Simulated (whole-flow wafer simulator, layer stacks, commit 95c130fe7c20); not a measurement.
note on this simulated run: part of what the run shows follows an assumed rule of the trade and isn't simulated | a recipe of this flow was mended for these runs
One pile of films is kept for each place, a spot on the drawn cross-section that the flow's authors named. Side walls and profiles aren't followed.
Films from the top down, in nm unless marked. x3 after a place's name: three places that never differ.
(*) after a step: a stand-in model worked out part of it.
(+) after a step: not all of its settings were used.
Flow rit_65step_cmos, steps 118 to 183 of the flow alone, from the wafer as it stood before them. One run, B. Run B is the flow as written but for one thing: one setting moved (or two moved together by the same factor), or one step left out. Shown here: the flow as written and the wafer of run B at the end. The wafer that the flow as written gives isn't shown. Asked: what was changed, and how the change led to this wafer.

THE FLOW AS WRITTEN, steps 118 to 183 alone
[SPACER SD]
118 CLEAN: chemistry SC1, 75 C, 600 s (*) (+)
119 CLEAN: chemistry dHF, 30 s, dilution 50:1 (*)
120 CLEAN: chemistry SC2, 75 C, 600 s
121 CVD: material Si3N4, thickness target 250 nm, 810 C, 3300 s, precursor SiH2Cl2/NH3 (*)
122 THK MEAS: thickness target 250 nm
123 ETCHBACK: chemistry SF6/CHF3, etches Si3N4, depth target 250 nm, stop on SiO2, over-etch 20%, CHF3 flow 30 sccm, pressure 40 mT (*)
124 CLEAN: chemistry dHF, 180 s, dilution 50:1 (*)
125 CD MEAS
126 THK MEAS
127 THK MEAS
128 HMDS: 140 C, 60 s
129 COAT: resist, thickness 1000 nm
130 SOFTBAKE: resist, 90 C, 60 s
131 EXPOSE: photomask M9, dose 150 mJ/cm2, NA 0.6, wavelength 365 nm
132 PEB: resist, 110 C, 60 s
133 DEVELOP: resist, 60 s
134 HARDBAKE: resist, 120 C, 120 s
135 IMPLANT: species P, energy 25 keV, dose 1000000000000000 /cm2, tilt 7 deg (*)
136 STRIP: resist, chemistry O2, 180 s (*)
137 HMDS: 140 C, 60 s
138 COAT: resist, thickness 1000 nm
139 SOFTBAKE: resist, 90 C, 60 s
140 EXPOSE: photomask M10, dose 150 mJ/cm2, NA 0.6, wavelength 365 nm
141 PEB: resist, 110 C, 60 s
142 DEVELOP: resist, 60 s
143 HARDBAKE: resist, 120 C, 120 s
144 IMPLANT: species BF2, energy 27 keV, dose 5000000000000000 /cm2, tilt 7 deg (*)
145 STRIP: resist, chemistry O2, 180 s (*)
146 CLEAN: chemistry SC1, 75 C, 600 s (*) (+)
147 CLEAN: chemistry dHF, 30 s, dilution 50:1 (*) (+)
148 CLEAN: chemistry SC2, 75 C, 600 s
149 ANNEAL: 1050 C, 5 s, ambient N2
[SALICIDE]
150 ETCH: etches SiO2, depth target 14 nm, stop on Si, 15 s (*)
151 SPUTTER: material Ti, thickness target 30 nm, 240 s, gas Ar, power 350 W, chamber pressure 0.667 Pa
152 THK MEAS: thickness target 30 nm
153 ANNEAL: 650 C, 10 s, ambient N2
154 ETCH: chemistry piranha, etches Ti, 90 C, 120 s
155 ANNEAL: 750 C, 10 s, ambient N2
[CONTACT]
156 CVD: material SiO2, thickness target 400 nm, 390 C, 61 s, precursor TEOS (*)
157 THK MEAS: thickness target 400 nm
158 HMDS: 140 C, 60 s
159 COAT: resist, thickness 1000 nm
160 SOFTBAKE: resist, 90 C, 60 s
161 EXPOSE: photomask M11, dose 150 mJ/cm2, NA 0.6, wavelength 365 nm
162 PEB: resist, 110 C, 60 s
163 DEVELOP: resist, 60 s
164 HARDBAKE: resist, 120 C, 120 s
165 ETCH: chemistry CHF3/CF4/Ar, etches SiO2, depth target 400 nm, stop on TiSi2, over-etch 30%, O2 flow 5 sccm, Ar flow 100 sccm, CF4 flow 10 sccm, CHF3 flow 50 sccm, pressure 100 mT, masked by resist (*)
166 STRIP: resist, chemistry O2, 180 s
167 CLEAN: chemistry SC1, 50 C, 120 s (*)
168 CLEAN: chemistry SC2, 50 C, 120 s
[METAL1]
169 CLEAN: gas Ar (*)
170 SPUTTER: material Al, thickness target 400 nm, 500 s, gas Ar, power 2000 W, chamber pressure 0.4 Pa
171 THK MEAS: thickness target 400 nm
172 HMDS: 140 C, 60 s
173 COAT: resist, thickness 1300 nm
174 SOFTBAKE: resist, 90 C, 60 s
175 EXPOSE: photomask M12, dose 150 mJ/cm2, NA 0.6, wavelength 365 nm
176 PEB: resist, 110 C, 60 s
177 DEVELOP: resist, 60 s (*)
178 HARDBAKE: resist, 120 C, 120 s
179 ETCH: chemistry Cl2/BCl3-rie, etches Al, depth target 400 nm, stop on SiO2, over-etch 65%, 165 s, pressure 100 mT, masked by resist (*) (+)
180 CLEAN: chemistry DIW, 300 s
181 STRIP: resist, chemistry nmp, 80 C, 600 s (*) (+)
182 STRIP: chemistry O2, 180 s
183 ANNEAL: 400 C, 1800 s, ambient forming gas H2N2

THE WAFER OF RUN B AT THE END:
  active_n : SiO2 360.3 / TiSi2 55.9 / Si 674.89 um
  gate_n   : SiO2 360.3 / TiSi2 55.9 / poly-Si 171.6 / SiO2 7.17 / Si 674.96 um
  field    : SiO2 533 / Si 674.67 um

The cause: step 121, CVD: thickness target 222 nm was run, where the flow has thickness target 250 nm; step 121, CVD: 2929 s was run, where the flow has 3300 s.

How the change led to this, step by step:
  121 CVD: material Si3N4, thickness target 250 nm, 810 C, 3300 s, precursor SiH2Cl2/NH3 (*)
      field, field_pw, field_nw and 11 more: Si3N4 +222 (new film) (as written it would be: Si3N4 +250 (new film))
  123 ETCHBACK: chemistry SF6/CHF3, etches Si3N4, depth target 250 nm, stop on SiO2, over-etch 20%, CHF3 flow 30 sccm, pressure 40 mT (*)
      active_n, sd_n, contact, m1: Si3N4 -222 (all of it), SiO2 -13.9 (all of it), Si -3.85 (as written it would be: Si3N4 -250 (all of it), SiO2 -1.4)
      active_p: Si3N4 -222 (all of it), SiO2 -13.4 (all of it), Si -3.9 (as written it would be: Si3N4 -250 (all of it), SiO2 -1.4)
      (and at 7 more places)
  124 CLEAN: chemistry dHF, 180 s, dilution 50:1 (*)
      active_n, sd_n, contact, m1: nothing (as written it would be: SiO2 -12.5 (all of it))
      active_p, sd_p: nothing (as written it would be: SiO2 -12 (all of it))
      (and at 2 more places)
  129 COAT: resist, thickness 1000 nm
      spacer: resist +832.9 (new film) (as written it would be: resist +813.3 (new film))
      spacer_p: resist +833.3 (new film) (as written it would be: resist +813.8 (new film))
  132 PEB: resist, 110 C, 60 s
      spacer: resist -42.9 (as written it would be: resist -41.9)
      spacer_p: resist -43 (as written it would be: resist -41.9)
  133 DEVELOP: resist, 60 s
      spacer: resist -789.9 (all of it) (as written it would be: resist -771.4 (all of it))
  134 HARDBAKE: resist, 120 C, 120 s
      spacer_p: resist -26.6 (as written it would be: resist -26)
  136 STRIP: resist, chemistry O2, 180 s (*)
      spacer_p: resist -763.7 (all of it) (as written it would be: resist -745.9 (all of it))
  138 COAT: resist, thickness 1000 nm
      spacer: resist +833.5 (new film) (as written it would be: resist +813.9 (new film))
      spacer_p: resist +833.9 (new film) (as written it would be: resist +814.4 (new film))
  141 PEB: resist, 110 C, 60 s
      spacer: resist -43 (as written it would be: resist -41.9)
      spacer_p: resist -43 (as written it would be: resist -42)
  142 DEVELOP: resist, 60 s
      spacer_p: resist -790.9 (all of it) (as written it would be: resist -772.4 (all of it))
  143 HARDBAKE: resist, 120 C, 120 s
      spacer: resist -26.6 (as written it would be: resist -26)
  145 STRIP: resist, chemistry O2, 180 s (*)
      spacer: resist -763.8 (all of it) (as written it would be: resist -746 (all of it))
  159 COAT: resist, thickness 1000 nm
      spacer: resist +847.2 (new film) (as written it would be: resist +829 (new film))
      spacer_p: resist +847.7 (new film) (as written it would be: resist +829.5 (new film))
  162 PEB: resist, 110 C, 60 s
      spacer: resist -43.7 (as written it would be: resist -42.7)
      spacer_p: resist -43.7 (as written it would be: resist -42.8)
  164 HARDBAKE: resist, 120 C, 120 s
      spacer, spacer_p: resist -27.1 (as written it would be: resist -26.5)
  166 STRIP: resist, chemistry O2, 180 s
      spacer: resist -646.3 (all of it) (as written it would be: resist -629.7 (all of it))
      spacer_p: resist -646.8 (all of it) (as written it would be: resist -630.2 (all of it))
